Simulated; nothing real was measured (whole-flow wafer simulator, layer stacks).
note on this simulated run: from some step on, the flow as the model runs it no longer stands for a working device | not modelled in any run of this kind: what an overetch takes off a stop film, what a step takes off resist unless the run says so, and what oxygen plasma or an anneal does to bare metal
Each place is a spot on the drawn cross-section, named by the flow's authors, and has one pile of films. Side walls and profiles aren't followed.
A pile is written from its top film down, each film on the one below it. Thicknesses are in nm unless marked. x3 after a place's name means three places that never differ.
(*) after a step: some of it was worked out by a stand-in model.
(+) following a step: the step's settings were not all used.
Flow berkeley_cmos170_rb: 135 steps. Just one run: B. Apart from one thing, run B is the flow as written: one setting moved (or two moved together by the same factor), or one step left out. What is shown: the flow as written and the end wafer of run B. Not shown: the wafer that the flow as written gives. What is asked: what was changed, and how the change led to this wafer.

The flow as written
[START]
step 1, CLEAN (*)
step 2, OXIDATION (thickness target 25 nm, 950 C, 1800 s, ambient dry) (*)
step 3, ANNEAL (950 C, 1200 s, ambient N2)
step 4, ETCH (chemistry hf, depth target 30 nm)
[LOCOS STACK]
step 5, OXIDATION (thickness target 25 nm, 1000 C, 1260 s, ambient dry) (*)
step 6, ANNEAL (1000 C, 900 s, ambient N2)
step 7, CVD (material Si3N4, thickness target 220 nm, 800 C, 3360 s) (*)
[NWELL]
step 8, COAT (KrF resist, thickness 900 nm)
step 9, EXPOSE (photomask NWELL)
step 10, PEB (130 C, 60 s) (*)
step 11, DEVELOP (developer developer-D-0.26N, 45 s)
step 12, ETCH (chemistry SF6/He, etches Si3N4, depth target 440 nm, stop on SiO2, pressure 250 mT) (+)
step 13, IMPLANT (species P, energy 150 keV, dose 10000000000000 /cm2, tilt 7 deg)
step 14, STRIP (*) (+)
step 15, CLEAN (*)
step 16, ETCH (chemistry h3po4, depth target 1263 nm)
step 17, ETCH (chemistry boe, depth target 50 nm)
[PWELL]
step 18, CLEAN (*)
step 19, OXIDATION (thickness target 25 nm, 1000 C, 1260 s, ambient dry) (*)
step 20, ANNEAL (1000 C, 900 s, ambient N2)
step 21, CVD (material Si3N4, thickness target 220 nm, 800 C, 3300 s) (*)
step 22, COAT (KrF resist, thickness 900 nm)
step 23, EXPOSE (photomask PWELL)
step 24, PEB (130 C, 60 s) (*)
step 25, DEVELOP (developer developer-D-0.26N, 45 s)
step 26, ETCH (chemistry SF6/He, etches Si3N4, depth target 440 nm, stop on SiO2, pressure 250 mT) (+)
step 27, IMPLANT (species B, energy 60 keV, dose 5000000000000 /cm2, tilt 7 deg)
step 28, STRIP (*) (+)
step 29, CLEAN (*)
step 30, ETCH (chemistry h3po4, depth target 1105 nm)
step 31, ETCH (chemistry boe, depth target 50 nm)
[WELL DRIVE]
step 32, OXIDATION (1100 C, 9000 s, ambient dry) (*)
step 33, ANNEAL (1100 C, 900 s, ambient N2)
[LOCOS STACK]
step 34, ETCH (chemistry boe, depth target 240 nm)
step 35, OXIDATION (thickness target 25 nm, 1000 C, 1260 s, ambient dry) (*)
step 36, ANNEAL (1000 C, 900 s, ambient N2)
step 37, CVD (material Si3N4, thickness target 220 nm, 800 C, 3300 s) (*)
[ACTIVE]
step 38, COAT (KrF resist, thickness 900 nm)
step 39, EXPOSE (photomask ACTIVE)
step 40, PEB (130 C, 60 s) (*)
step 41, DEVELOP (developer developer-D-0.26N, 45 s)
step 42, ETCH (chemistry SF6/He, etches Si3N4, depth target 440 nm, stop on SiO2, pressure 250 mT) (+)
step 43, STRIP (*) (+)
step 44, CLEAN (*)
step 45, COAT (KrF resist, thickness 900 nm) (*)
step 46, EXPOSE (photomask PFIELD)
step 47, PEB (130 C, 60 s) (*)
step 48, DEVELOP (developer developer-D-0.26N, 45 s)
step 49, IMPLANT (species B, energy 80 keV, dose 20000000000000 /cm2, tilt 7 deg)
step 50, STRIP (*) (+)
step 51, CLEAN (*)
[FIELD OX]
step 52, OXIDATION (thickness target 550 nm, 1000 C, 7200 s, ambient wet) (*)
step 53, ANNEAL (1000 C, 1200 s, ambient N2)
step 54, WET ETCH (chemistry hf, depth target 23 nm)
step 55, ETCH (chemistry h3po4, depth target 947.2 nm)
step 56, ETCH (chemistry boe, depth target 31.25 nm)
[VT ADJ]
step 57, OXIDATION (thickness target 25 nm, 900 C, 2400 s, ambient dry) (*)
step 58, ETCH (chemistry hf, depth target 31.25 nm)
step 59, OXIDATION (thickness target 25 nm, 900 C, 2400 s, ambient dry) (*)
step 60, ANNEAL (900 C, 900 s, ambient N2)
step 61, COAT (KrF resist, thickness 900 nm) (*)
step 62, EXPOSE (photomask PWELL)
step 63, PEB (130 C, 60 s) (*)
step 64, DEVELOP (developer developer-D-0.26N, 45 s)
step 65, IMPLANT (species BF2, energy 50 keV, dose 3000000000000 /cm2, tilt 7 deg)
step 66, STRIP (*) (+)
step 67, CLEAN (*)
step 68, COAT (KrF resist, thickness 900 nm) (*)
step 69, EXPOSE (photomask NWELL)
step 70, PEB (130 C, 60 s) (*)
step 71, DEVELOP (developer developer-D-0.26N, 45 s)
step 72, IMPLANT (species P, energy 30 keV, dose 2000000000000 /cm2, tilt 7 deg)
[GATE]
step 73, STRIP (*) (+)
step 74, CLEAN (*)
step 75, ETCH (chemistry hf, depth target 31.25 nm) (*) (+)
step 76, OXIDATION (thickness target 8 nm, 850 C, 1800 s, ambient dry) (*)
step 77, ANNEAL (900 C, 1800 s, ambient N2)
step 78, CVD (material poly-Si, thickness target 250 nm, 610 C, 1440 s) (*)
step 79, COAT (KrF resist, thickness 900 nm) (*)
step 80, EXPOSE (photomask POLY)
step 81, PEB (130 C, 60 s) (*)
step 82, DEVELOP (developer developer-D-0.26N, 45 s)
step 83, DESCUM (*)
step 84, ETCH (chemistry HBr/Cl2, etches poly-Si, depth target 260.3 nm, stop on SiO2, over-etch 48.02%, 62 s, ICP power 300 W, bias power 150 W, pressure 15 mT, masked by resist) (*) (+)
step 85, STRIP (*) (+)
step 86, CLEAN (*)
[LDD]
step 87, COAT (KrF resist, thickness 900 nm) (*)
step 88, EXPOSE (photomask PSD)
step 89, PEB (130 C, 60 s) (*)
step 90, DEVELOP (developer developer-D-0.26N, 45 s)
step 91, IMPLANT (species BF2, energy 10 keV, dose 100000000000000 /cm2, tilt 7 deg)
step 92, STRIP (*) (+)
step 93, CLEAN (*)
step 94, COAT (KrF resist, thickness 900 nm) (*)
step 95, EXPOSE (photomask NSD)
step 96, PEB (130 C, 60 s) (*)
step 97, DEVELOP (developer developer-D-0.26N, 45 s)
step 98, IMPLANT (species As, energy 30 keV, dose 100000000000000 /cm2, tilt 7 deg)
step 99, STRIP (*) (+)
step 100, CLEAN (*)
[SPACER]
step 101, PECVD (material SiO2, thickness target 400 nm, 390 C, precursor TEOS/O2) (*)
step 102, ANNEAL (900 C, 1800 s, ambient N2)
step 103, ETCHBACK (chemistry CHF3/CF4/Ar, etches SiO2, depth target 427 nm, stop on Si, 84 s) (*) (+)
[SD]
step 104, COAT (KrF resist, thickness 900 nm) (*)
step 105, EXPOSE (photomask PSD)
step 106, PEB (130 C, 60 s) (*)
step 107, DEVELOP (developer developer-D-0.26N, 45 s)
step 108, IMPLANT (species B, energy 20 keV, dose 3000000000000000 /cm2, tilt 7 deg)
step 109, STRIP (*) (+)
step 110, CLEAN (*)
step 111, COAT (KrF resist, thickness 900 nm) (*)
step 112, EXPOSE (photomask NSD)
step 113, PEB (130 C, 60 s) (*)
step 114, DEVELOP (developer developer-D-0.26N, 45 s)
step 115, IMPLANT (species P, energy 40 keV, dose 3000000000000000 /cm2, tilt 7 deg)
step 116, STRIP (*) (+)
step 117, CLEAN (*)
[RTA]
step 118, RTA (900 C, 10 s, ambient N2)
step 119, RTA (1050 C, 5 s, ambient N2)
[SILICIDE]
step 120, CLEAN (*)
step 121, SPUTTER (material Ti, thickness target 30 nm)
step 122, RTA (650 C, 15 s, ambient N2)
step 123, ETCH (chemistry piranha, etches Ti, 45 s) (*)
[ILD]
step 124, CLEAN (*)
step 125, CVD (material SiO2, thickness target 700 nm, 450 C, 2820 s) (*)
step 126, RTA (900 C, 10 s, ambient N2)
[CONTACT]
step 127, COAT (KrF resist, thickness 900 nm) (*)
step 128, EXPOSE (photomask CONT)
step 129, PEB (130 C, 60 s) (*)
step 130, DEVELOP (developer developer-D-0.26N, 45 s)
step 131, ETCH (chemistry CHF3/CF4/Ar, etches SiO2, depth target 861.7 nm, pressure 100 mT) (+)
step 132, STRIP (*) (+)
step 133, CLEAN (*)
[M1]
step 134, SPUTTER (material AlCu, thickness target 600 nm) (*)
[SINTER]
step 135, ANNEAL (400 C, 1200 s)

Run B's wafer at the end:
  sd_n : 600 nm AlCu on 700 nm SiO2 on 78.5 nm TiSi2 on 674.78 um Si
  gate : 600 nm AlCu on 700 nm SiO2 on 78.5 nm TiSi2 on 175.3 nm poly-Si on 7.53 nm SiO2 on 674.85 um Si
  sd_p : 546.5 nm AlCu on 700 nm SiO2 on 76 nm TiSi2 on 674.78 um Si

What caused this: step 121, SPUTTER: thickness target 45 nm was run, while the flow as written has thickness target 30 nm.

Step by step, how the change led to this:
  step 121, SPUTTER (material Ti, thickness target 30 nm)
      field, sd_n, spacer_n, gate, spacer_p, gate_p, contact, m1: +45 Ti (new film) (as written it would have been: +30 Ti (new film))
      sd_p: +40.7 Ti (new film) (as written it would have been: +27.1 Ti (new film))
  step 122, RTA (650 C, 15 s, ambient N2)
      sd_n, contact, m1: -32.8 Ti, +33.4 TiSi first (new film), +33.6 TiSi2 C49 (new film), -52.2 Si (as written it would have been: -23.4 Ti, +6.2 TiSi first (new film), +50.3 TiSi2 C49 (new film), -49 Si)
      gate, gate_p: -32.8 Ti, +33.4 TiSi first (new film), +33.6 TiSi2 C49 (new film), -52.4 poly-Si (as written it would have been: -23.4 Ti, +6.2 TiSi first (new film), +50.3 TiSi2 C49 (new film), -49.2 poly-Si)
      (as well as at 1 more place)
  step 123, ETCH (chemistry piranha, etches Ti, 45 s) (*)
      sd_n, gate, gate_p, contact, m1: -12.2 Ti (all of it) (as written it would have been: -6.6 Ti (all of it))
      field, spacer_n, spacer_p: -45 Ti (all of it) (as written it would have been: -30 Ti (all of it))
      (as well as at 1 more place)
  step 126, RTA (900 C, 10 s, ambient N2)
      sd_n, contact, m1: under 1 film: +78.5 TiSi2 (new film), -33.4 TiSi first (all of it), -33.6 TiSi2 C49 (all of it), -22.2 Si (as written it would have been: under 1 film: +56 TiSi2 (new film), -6.2 TiSi first (all of it), -50.3 TiSi2 C49 (all of it), -4.12 Si)
      gate, gate_p: under 1 film: +78.5 TiSi2 (new film), -33.4 TiSi first (all of it), -33.6 TiSi2 C49 (all of it), -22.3 poly-Si (as written it would have been: under 1 film: +56 TiSi2 (new film), -6.2 TiSi first (all of it), -50.3 TiSi2 C49 (all of it), -4.13 poly-Si)
      (as well as at 1 more place)
